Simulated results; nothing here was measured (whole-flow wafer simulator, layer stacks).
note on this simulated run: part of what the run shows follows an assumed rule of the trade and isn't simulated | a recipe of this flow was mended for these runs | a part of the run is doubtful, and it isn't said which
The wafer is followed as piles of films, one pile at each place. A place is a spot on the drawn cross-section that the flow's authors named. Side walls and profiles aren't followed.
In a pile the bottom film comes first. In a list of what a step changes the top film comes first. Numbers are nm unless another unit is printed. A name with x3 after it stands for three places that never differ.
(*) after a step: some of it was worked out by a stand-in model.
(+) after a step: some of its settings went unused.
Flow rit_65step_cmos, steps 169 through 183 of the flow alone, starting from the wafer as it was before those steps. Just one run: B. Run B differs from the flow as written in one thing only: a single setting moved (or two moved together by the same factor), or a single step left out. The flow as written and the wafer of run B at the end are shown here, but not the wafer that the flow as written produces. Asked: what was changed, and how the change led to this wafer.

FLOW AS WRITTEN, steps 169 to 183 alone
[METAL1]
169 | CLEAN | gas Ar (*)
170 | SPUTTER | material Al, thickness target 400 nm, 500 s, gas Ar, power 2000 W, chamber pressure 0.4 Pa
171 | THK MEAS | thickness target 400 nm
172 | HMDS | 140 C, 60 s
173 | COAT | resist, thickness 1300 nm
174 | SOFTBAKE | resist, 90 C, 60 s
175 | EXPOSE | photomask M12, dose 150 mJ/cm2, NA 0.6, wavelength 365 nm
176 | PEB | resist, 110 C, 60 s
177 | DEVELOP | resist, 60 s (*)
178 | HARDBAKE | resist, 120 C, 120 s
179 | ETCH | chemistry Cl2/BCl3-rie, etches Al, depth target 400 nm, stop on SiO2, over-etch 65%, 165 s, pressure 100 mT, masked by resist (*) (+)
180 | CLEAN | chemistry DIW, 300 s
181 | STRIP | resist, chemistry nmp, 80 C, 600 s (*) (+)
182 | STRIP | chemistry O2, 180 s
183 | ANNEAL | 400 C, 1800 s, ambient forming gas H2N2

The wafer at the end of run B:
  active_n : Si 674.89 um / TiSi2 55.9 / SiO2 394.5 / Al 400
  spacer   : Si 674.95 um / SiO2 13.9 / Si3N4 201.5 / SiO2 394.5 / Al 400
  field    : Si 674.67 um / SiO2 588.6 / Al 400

Cause: step 175, EXPOSE: photomask M11 was run, whereas the flow has photomask M12.

How this came from the change, step by step:
  177 | DEVELOP | resist, 60 s (*)
      active_n, active_p: -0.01 resist (in the flow as written it would be: -1226.2 resist (all of it), -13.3 Al)
      field: nothing (in the flow as written it would be: -1291.6 resist (all of it), -13.3 Al)
      (also at 10 further places)
  178 | HARDBAKE | resist, 120 C, 120 s
      active_n, active_p: -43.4 resist (in the flow as written it would be: nothing)
      sd_n, sd_p: -43.5 resist (in the flow as written it would be: nothing)
      (also at 9 further places)
  179 | ETCH | chemistry Cl2/BCl3-rie, etches Al, depth target 400 nm, stop on SiO2, over-etch 65%, 165 s, pressure 100 mT, masked by resist (*) (+)
      field, field_pw, field_nw and 9 more: -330 resist (in the flow as written it would be: -386.7 Al (all of it), -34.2 SiO2)
      contact: -242 Al (all of it), -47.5 TiSi2 (all of it), -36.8 Si (in the flow as written it would be: -330 resist)
  181 | STRIP | resist, chemistry nmp, 80 C, 600 s (*) (+)
      active_n, active_p: -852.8 resist (all of it) (in the flow as written it would be: nothing)
      field: -915.9 resist (all of it) (in the flow as written it would be: nothing)
      (also at 10 further places)
  182 | STRIP | chemistry O2, 180 s
      contact: +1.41 chemical SiO2 (new film), -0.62 Si (in the flow as written it would be: nothing)
With metal films that touch counted as one body, active_n has 1 body; the flow as written gives 0 bodies.
With metal films that touch counted as one body, spacer has 1 body; the flow as written gives 0 bodies.
With metal films that touch counted as one body, field has 1 body; the flow as written gives 0 bodies.
